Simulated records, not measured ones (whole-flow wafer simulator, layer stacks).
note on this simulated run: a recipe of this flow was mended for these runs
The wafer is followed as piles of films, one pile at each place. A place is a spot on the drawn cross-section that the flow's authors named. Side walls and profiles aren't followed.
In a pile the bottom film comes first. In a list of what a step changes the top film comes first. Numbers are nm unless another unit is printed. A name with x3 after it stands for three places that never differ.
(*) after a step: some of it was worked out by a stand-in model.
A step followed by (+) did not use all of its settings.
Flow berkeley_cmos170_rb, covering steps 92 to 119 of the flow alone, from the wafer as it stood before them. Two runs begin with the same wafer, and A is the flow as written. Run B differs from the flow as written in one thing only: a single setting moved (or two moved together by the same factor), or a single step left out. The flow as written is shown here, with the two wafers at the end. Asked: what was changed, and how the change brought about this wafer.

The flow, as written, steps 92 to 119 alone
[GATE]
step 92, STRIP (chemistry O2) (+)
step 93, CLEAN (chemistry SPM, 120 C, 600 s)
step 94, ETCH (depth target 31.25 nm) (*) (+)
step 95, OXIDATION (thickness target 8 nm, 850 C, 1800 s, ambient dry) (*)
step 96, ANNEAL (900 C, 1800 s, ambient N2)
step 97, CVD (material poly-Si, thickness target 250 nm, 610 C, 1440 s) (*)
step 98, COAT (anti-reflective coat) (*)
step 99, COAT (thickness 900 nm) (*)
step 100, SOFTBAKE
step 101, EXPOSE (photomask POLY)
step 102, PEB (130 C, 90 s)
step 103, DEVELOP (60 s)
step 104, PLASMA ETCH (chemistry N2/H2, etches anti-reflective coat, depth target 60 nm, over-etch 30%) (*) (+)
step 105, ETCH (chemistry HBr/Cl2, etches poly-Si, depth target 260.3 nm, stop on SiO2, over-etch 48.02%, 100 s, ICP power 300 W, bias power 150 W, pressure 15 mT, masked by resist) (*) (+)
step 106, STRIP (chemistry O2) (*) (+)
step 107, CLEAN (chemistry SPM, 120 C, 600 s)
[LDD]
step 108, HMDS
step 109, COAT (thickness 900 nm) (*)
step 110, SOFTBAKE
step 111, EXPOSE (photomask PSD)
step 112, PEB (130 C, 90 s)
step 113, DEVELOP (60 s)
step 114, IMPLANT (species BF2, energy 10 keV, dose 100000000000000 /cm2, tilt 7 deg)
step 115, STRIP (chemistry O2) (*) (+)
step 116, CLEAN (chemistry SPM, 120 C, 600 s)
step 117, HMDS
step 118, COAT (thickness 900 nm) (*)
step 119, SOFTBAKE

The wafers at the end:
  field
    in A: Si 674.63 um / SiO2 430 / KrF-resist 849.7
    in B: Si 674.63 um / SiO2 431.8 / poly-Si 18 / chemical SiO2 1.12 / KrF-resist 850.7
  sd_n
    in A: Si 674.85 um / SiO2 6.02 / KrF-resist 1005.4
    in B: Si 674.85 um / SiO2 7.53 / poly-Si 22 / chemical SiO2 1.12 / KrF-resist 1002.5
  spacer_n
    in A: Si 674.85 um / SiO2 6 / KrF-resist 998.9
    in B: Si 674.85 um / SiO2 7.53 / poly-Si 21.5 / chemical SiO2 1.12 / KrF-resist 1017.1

Cause: step 97, CVD: thickness target 409 nm was run, though the flow has thickness target 250 nm; step 97, CVD: 2358 s was run, where the flow has 1440 s.

The path from the change to this, step by step:
  step 97, CVD (material poly-Si, thickness target 250 nm, 610 C, 1440 s) (*)
      field, sd_n, spacer_n and 6 more: A poly-Si gains 250 (new film) | B poly-Si gains 409 (new film)
  step 98, COAT (anti-reflective coat) (*)
      sd_n: A anti-reflective coat gains 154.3 (new film) | B anti-reflective coat gains 161.2 (new film)
      contact: A anti-reflective coat gains 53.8 (new film) | B anti-reflective coat gains 57.3 (new film)
  step 104, PLASMA ETCH (chemistry N2/H2, etches anti-reflective coat, depth target 60 nm, over-etch 30%) (*) (+)
      gate, gate_p: A KrF-resist loses 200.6 | B KrF-resist loses 209.6
      sd_n: A anti-reflective coat loses 154.3 (all of it), poly-Si loses 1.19 | B anti-reflective coat loses 161.2 (all of it), poly-Si loses 1.24
      (and at 1 other place as well)
  step 105, ETCH (chemistry HBr/Cl2, etches poly-Si, depth target 260.3 nm, stop on SiO2, over-etch 48.02%, 100 s, ICP power 300 W, bias power 150 W, pressure 15 mT, masked by resist) (*) (+)
      spacer_n, spacer_p: A poly-Si loses 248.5 (all of it), SiO2 loses 1.53 | B poly-Si loses 385.3
      field: A poly-Si loses 245 (all of it), SiO2 loses 1.8 | B poly-Si loses 385.3
      (and at 4 other places as well)
  step 106, STRIP (chemistry O2) (*) (+)
      field, sd_n, spacer_n, sd_p, spacer_p, contact, m1: A nothing | B chemical SiO2 gains 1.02 (new film), poly-Si loses 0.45
  step 109, COAT (thickness 900 nm) (*)
      gate: A KrF-resist gains 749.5 (new film) | B KrF-resist gains 633.6 (new film)
      gate_p: A KrF-resist gains 745.7 (new film) | B KrF-resist gains 629.3 (new film)
  step 113, DEVELOP (60 s)
      gate_p: A KrF-resist loses 744.1 (all of it) | B KrF-resist loses 628 (all of it)
  step 115, STRIP (chemistry O2) (*) (+)
      gate: A KrF-resist loses 733 (all of it), chemical SiO2 gains 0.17 | B KrF-resist loses 617.4 (all of it), chemical SiO2 gains 0.17
  step 118, COAT (thickness 900 nm) (*)
      gate: A KrF-resist gains 748.7 (new film) | B KrF-resist gains 633.6 (new film)
      gate_p: A KrF-resist gains 744.7 (new film) | B KrF-resist gains 629.3 (new film)
